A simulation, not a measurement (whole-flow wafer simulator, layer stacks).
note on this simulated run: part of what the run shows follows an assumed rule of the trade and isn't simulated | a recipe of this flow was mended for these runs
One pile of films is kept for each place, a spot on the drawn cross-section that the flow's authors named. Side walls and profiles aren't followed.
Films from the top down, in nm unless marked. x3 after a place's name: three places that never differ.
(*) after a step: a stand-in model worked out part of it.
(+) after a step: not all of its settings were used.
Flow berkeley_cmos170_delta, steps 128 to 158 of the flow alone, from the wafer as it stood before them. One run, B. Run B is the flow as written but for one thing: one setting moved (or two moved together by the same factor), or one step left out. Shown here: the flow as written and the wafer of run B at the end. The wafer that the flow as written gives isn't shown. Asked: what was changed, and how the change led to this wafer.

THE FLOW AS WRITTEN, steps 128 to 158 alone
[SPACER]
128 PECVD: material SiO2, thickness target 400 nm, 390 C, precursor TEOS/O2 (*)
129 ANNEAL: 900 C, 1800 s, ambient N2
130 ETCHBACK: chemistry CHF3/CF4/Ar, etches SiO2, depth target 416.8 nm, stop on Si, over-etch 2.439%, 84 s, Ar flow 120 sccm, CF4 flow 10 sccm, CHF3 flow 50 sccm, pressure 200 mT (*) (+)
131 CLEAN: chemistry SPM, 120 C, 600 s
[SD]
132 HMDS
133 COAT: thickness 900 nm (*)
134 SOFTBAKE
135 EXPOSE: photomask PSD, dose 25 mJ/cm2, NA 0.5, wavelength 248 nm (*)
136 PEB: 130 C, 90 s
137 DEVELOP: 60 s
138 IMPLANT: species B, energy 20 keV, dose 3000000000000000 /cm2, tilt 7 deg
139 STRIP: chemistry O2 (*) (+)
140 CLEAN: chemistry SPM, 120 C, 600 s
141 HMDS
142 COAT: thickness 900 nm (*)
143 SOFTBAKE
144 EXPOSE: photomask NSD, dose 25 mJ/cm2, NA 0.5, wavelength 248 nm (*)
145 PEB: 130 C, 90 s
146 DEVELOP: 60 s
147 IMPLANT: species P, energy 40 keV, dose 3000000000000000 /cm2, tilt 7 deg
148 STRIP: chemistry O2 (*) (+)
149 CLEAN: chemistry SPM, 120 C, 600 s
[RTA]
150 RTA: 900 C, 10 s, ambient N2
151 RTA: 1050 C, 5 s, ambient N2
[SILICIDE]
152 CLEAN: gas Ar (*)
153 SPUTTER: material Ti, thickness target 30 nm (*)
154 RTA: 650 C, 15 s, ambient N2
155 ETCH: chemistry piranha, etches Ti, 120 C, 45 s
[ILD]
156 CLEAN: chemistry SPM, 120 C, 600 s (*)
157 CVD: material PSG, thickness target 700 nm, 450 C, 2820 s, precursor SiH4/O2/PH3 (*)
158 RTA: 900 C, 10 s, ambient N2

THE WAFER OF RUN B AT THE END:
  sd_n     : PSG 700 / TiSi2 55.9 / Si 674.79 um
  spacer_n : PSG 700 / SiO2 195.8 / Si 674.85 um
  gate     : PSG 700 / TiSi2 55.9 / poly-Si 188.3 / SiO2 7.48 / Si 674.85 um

The cause: step 128, PECVD: thickness target 370 nm was run, where the flow has thickness target 400 nm.

How the change led to this, step by step:
  128 PECVD: material SiO2, thickness target 400 nm, 390 C, precursor TEOS/O2 (*)
      field, sd_n, contact, m1: SiO2 +370 (as written it would be: SiO2 +400)
      spacer_n, sd_p, spacer_p: SiO2 +355.1 (as written it would be: SiO2 +383.7)
      (and at 2 more places)
  130 ETCHBACK: chemistry CHF3/CF4/Ar, etches SiO2, depth target 416.8 nm, stop on Si, over-etch 2.439%, 84 s, Ar flow 120 sccm, CF4 flow 10 sccm, CHF3 flow 50 sccm, pressure 200 mT (*) (+)
      sd_n: SiO2 -376 (all of it), Si -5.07 (as written it would be: SiO2 -406 (all of it), Si -2.34)
      gate: SiO2 -370 (all of it), chemical SiO2 -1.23 (all of it), poly-Si -5.07 (as written it would be: SiO2 -400 (all of it), chemical SiO2 -1.23 (all of it), poly-Si -2.34)
      (and at 4 more places)
  154 RTA: 650 C, 15 s, ambient N2
      sd_p: Ti -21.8, TiSi first +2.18 (new film), TiSi2 C49 +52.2 (new film), Si -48 (as written it would be: Ti -21.5, TiSi first +1.37 (new film), TiSi2 C49 +52.5 (new film), Si -47.8)
  158 RTA: 900 C, 10 s, ambient N2
      sd_p: under 1 film: TiSi2 +52 (new film), TiSi first -2.08 (all of it), TiSi2 C49 -52.2 (all of it), Si -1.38 (as written it would be: under 1 film: TiSi2 +51.3 (new film), TiSi first -1.27 (all of it), TiSi2 C49 -52.5 (all of it), Si -0.84)
